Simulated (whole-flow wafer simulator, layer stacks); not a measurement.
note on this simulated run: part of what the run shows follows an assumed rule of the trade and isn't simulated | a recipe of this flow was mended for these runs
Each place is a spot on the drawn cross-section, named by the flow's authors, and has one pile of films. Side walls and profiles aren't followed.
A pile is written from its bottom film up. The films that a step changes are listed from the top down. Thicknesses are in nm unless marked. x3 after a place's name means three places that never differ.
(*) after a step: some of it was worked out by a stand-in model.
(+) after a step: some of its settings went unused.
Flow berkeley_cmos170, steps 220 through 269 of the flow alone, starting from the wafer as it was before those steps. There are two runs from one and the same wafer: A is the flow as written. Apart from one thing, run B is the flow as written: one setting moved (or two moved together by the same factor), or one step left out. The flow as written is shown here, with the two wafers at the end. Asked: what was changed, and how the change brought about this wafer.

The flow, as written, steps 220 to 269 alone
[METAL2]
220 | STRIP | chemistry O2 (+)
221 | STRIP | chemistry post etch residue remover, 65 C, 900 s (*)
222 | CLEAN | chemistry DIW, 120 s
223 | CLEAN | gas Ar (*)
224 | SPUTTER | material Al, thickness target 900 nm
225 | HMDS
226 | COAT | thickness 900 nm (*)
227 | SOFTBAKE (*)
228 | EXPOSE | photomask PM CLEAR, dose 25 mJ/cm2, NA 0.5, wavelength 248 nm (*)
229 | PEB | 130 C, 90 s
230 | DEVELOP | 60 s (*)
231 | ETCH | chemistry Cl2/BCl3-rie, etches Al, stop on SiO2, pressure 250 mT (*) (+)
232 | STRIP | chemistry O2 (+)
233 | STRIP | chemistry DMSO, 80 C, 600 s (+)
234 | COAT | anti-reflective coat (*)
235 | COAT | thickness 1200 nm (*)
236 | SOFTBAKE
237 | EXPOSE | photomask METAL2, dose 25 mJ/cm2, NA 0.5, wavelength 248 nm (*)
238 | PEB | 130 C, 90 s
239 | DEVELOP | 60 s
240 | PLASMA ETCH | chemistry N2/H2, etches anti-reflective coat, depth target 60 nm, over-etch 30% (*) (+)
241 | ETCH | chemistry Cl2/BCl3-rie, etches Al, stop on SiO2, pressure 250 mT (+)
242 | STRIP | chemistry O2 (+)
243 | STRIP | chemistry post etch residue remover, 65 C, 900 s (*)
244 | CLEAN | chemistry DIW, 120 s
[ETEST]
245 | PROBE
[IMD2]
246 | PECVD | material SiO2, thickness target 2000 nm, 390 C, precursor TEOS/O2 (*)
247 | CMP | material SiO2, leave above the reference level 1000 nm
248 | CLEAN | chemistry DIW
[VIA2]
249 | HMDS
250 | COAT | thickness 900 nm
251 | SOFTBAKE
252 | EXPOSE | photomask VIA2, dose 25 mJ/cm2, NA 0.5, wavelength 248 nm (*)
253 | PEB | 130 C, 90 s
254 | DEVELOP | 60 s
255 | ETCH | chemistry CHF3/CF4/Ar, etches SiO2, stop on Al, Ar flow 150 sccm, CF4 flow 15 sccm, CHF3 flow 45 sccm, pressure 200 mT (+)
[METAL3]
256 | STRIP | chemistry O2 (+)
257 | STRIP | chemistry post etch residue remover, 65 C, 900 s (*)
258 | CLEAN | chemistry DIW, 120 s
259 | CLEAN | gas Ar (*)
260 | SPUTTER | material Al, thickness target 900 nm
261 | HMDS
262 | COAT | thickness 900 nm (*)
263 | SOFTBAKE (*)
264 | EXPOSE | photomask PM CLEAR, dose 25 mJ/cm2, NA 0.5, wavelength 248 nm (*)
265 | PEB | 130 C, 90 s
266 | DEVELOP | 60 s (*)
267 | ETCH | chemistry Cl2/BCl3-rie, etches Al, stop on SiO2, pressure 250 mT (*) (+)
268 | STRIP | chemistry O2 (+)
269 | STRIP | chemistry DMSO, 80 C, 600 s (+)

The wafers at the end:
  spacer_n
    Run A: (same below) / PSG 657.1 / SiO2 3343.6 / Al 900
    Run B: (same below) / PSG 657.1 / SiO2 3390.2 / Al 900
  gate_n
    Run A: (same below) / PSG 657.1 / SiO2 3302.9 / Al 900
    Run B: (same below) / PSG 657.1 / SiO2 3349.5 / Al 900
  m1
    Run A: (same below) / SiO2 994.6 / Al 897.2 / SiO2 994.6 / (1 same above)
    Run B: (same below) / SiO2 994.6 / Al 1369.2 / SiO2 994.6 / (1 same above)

What caused this: step 224, SPUTTER: thickness target 1372 nm was run, whereas the flow has thickness target 900 nm.

How this came from the change, step by step:
  224 | SPUTTER | material Al, thickness target 900 nm
      field, mark, sd_n and 9 more: A +900 Al (new film) | B +1372 Al (new film)
      via1: A +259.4 Al | B +307.7 Al
  226 | COAT | thickness 900 nm (*)
      via1: A +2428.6 KrF-resist (new film) | B +2832.3 KrF-resist (new film)
  229 | PEB | 130 C, 90 s
      via1: A -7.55 KrF-resist | B -10.5 KrF-resist
  231 | ETCH | chemistry Cl2/BCl3-rie, etches Al, stop on SiO2, pressure 250 mT (*) (+)
      field, sd_n, spacer_n and 9 more: A -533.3 KrF-resist | B -769.3 KrF-resist
      mark: A -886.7 Al (all of it), -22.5 SiO2 | B -1358.7 Al (all of it), -22.5 SiO2
  232 | STRIP | chemistry O2 (+)
      spacer_n, gate_n: A -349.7 KrF-resist (all of it) | B -113.6 KrF-resist (all of it)
      spacer_p, gate_p: A -349.4 KrF-resist (all of it) | B -113.4 KrF-resist (all of it)
      (and at 8 other places as well)
  234 | COAT | anti-reflective coat (*)
      via1: A +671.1 anti-reflective coat (new film) | B +869.1 anti-reflective coat (new film)
  235 | COAT | thickness 1200 nm (*)
      m1: A +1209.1 KrF-resist (new film) | B +1171.6 KrF-resist (new film)
      via1: A +2189 KrF-resist (new film) | B +2365 KrF-resist (new film)
      (and at 1 other place as well)
  238 | PEB | 130 C, 90 s
      via1: A -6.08 KrF-resist | B -7.23 KrF-resist
  241 | ETCH | chemistry Cl2/BCl3-rie, etches Al, stop on SiO2, pressure 250 mT (+)
      field, sd_n, spacer_n, gate_n, sd_p, spacer_p, gate_p: A -900 Al (all of it), -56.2 SiO2 | B -1372 Al (all of it), -56.2 SiO2
      contact, m1, via1, m2, via2: A -675 KrF-resist | B -911 KrF-resist
      (and at 1 other place as well)
  242 | STRIP | chemistry O2 (+)
      contact: A -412 KrF-resist (all of it), -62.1 anti-reflective coat (all of it) | B -167.4 KrF-resist (all of it), -62 anti-reflective coat (all of it)
      m1: A -433.1 KrF-resist (all of it), -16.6 anti-reflective coat (all of it) | B -159.9 KrF-resist (all of it), -16.4 anti-reflective coat (all of it)
      (and at 3 other places as well)
  246 | PECVD | material SiO2, thickness target 2000 nm, 390 C, precursor TEOS/O2 (*)
      via1: A +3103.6 SiO2 (new film), +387 void (new film), +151 SiO2 (new film) | B +2371.2 SiO2 (new film), +1617.6 void (new film), +76.5 SiO2 (new film)
  247 | CMP | material SiO2, leave above the reference level 1000 nm
      field, sd_n, spacer_n, gate_n, sd_p, spacer_p, gate_p: A -46.6 SiO2 | B nothing
  250 | COAT | thickness 900 nm
      field: A +900 KrF-resist (new film) | B +1019.5 KrF-resist (new film)
      sd_n: A +900 KrF-resist (new film) | B +1070.8 KrF-resist (new film)
      (and at 6 other places as well)
  253 | PEB | 130 C, 90 s
      m2: A -2 KrF-resist | B -1.43 KrF-resist
  254 | DEVELOP | 60 s
      via2: A -898 KrF-resist (all of it) | B -732.9 KrF-resist (all of it)
  256 | STRIP | chemistry O2 (+)
      field: A -607.6 KrF-resist (all of it) | B -726.8 KrF-resist (all of it)
      sd_n: A -607.6 KrF-resist (all of it) | B -778 KrF-resist (all of it)
      (and at 7 other places as well)
  ... another 2 steps ...
  268 | STRIP | chemistry O2 (+)
      sd_n: A -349 KrF-resist (all of it) | B -517.9 KrF-resist (all of it)
      spacer_n: A -349.7 KrF-resist (all of it) | B -357.2 KrF-resist (all of it)
      (and at 9 other places as well)
